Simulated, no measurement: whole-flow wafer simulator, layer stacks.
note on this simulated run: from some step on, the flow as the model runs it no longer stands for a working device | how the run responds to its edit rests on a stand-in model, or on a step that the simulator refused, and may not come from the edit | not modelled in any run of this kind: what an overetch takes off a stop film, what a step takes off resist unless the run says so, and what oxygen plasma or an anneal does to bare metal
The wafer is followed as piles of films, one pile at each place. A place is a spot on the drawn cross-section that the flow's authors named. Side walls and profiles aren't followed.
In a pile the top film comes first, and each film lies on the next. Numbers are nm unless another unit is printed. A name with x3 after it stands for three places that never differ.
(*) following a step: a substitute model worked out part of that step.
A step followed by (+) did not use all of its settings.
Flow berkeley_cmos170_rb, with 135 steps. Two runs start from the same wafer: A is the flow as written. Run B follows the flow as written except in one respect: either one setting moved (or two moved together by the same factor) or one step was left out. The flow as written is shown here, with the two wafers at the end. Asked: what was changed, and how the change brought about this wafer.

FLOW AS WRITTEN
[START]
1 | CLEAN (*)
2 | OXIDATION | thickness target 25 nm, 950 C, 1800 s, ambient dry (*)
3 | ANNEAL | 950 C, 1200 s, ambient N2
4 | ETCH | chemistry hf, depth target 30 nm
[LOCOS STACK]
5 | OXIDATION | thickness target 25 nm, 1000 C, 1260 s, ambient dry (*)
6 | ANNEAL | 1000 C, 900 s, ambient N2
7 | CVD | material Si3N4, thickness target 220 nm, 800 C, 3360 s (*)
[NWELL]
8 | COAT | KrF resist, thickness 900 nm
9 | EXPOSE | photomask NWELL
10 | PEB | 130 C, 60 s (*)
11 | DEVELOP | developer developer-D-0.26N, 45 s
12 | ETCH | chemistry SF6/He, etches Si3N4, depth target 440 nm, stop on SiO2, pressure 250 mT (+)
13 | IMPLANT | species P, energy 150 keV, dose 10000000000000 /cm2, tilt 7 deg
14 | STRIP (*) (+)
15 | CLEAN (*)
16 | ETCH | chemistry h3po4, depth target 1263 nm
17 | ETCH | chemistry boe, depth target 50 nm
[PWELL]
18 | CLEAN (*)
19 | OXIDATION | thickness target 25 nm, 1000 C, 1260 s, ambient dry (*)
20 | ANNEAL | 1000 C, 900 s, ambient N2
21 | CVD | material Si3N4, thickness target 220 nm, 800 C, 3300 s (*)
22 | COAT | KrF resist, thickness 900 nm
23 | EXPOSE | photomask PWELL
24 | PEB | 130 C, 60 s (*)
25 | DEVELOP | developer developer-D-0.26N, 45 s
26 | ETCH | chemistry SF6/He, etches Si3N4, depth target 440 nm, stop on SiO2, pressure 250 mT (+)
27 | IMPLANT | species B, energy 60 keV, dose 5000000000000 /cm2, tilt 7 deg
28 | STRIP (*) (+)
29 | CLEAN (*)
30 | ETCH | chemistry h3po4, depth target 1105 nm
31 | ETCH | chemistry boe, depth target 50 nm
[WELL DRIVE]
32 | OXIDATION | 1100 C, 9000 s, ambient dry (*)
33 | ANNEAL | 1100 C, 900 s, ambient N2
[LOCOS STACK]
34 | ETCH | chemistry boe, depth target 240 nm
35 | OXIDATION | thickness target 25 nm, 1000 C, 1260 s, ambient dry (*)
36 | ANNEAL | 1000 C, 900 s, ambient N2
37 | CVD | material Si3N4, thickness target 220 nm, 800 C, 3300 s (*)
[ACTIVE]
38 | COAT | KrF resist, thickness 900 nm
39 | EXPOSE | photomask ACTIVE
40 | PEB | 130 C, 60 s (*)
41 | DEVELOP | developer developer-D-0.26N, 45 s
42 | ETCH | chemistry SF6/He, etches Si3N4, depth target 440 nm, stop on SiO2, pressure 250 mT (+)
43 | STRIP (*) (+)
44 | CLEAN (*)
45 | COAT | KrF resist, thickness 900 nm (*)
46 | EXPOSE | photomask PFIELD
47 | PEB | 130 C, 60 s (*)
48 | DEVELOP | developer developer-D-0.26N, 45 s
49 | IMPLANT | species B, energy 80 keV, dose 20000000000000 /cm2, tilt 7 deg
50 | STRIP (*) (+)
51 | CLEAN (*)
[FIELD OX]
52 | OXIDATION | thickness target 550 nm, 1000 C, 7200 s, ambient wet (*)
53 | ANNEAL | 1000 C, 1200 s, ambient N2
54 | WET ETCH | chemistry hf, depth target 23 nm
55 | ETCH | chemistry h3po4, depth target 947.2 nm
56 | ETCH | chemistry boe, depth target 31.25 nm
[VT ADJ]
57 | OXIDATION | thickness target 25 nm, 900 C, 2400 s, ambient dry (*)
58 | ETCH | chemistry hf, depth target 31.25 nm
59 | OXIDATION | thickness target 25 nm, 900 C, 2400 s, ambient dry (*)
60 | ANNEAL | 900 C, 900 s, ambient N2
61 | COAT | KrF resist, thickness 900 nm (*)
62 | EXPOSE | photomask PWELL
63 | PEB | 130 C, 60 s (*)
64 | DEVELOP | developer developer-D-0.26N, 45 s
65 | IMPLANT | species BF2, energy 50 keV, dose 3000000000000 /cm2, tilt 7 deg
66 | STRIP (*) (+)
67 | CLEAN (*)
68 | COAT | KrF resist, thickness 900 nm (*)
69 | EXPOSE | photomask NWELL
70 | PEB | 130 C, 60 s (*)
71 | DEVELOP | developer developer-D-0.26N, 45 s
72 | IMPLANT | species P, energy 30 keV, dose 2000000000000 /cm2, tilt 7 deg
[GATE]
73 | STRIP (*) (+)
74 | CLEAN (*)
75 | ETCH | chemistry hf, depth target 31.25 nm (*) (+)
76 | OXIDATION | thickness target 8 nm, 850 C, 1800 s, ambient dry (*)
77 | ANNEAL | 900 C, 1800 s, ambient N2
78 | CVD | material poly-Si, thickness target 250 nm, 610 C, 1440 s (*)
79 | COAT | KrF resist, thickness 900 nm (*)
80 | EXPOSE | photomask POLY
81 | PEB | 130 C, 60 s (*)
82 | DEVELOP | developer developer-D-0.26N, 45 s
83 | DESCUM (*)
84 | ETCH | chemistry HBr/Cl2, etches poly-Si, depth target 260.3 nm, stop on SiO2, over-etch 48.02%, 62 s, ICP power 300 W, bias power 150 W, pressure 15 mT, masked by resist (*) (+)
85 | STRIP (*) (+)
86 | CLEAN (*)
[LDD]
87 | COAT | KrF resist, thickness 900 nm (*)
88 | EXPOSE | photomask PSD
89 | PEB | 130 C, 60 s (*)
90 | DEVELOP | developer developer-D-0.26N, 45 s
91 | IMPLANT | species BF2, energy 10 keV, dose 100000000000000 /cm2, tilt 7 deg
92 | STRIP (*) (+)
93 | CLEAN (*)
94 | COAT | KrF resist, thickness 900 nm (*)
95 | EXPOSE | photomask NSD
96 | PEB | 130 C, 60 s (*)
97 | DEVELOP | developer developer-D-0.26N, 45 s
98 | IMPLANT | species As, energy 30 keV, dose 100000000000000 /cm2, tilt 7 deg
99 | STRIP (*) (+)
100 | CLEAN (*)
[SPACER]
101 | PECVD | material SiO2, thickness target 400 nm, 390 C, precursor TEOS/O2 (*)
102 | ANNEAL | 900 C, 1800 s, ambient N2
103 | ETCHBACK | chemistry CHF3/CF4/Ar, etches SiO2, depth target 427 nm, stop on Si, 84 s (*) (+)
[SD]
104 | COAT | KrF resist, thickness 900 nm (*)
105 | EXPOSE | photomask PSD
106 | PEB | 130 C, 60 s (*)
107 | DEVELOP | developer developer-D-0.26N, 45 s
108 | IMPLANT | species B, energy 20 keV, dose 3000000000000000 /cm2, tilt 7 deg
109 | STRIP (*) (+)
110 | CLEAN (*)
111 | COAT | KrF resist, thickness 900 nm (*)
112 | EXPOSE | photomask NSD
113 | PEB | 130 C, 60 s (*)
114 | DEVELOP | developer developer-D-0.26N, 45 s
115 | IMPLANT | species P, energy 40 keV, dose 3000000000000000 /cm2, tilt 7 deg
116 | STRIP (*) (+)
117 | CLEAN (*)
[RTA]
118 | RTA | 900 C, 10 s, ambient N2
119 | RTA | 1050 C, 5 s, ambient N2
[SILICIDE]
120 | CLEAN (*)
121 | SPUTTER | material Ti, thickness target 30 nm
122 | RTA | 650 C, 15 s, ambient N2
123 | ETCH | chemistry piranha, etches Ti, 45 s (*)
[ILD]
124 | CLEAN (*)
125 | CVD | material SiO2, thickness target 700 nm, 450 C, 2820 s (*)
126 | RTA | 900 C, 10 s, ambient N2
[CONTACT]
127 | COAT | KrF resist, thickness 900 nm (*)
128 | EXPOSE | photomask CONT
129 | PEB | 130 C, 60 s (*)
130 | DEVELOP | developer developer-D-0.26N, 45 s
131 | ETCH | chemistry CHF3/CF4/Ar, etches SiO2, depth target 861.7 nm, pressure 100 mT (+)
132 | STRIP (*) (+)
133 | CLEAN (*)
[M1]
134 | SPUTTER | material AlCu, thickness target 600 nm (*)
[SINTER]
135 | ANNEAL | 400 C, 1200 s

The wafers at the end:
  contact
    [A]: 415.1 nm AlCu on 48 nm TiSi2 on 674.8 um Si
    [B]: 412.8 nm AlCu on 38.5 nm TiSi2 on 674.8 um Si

What caused this: step 131, ETCH: depth target 1149 nm was run, while the flow as written has depth target 861.7 nm.

The path from the change to this, step by step:
  131 | ETCH | chemistry CHF3/CF4/Ar, etches SiO2, depth target 861.7 nm, pressure 100 mT (+)
      field, sd_n, spacer_n, gate, sd_p, spacer_p, gate_p, m1: A KrF resist loses 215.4 | B KrF resist loses 262.5
      contact: A SiO2 loses 700 (all of it), TiSi2 loses 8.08 | B SiO2 loses 700 (all of it), TiSi2 loses 17.5
  132 | STRIP (*) (+)
      field: A KrF resist loses 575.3 (all of it) | B KrF resist loses 528.2 (all of it)
      sd_n: A KrF resist loses 780.4 (all of it) | B KrF resist loses 733.3 (all of it)
      (and at 6 other places as well)
